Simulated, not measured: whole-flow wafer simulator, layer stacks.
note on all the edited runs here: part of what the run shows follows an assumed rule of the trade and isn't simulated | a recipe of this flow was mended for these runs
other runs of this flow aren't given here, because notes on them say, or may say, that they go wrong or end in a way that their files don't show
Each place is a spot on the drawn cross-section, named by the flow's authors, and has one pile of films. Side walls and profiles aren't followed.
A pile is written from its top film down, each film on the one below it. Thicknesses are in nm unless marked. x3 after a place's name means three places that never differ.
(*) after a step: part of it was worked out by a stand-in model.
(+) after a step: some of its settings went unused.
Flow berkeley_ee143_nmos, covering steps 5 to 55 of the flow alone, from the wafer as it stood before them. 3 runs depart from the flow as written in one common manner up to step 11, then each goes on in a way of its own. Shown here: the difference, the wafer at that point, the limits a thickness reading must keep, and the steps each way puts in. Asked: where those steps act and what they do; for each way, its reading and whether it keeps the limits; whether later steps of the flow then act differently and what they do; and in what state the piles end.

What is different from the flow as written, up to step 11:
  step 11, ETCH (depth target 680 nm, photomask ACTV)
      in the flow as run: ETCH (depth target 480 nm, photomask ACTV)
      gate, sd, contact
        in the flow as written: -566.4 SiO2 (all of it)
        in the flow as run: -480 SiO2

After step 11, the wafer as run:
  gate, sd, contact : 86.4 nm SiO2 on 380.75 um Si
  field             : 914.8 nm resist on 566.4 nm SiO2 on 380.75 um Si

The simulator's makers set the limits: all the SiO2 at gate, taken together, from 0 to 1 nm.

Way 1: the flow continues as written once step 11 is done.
  After step 11, the reading is 86.4 nm, outside the limits.
  Steps later in the flow that act otherwise than as written (5 more steps, not shown, differ only slightly: by at most 2% or 0.5 nm, whichever is larger):
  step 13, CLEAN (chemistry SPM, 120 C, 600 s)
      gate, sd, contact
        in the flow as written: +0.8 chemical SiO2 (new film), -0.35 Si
        going this way: nothing
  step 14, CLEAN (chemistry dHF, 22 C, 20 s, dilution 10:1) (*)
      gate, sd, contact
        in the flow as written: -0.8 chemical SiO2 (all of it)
        going this way: -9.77 SiO2
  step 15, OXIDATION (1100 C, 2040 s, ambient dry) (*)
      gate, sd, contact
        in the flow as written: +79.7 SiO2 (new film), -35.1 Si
        going this way: +42.8 SiO2, -18.8 Si
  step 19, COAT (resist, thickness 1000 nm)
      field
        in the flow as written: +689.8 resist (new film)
        going this way: +721.7 resist (new film)
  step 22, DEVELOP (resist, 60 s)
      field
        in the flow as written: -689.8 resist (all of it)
        going this way: -721.7 resist (all of it)
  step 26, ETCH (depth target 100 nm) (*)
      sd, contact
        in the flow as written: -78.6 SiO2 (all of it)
        going this way: -100 SiO2
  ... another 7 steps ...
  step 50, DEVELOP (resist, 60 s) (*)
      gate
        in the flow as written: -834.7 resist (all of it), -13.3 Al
        going this way: -812.7 resist (all of it), -13.3 Al
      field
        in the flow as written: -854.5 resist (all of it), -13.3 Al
        going this way: -874.4 resist (all of it), -13.3 Al
  The piles end different from the flow's at gate by more than 2% or 0.5 nm, whichever is larger.
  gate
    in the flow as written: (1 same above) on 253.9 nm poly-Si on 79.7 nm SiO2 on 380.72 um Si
    going this way: (1 same above) on 253.9 nm poly-Si on 119.3 nm SiO2 on 380.73 um Si

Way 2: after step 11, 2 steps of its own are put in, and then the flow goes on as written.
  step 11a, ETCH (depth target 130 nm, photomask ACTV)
      gate, sd, contact
        -86.4 SiO2 (all of it)
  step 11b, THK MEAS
      alters no film at any place that is followed
  After step 11b, the reading is 0 nm, within the limits.
  Every later step of the flow that is run acts as written at every place that is followed.
  The piles end the same as the flow's at every place that both follow.

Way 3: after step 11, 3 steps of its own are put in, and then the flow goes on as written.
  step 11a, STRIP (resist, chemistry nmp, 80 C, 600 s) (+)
      field
        -914.8 resist (all of it)
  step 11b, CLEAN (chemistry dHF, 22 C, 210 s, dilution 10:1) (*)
      gate, sd, contact
        -86.4 SiO2 (all of it)
      field
        -102.6 SiO2
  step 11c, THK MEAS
      alters no film at any place that is followed
  After step 11c, the reading is 0 nm, within the limits.
  Steps later in the flow that act otherwise than as written (5 more steps, not shown, differ only slightly: by at most 2% or 0.5 nm, whichever is larger):
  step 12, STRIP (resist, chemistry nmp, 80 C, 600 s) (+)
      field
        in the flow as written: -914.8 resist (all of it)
        going this way: nothing
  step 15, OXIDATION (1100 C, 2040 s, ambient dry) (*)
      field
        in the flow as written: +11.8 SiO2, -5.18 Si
        going this way: +14 SiO2, -6.15 Si
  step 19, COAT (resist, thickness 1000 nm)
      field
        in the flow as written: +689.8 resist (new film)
        going this way: +747.5 resist (new film)
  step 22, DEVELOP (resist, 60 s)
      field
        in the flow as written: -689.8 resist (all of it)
        going this way: -747.5 resist (all of it)
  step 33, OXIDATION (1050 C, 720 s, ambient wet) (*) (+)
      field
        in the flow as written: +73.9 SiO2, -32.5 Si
        going this way: +87.1 SiO2, -38.3 Si
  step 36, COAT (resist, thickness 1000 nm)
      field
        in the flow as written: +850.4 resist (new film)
        going this way: +911.7 resist (new film)
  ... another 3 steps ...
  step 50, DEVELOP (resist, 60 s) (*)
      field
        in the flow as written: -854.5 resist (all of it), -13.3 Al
        going this way: -912.3 resist (all of it), -13.3 Al
  The piles end different from the flow's at field by more than 2% or 0.5 nm, whichever is larger.
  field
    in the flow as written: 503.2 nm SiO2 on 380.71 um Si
    going this way: 416 nm SiO2 on 380.71 um Si

Inside the limits: way 2, way 3. Outside the limits: way 1.
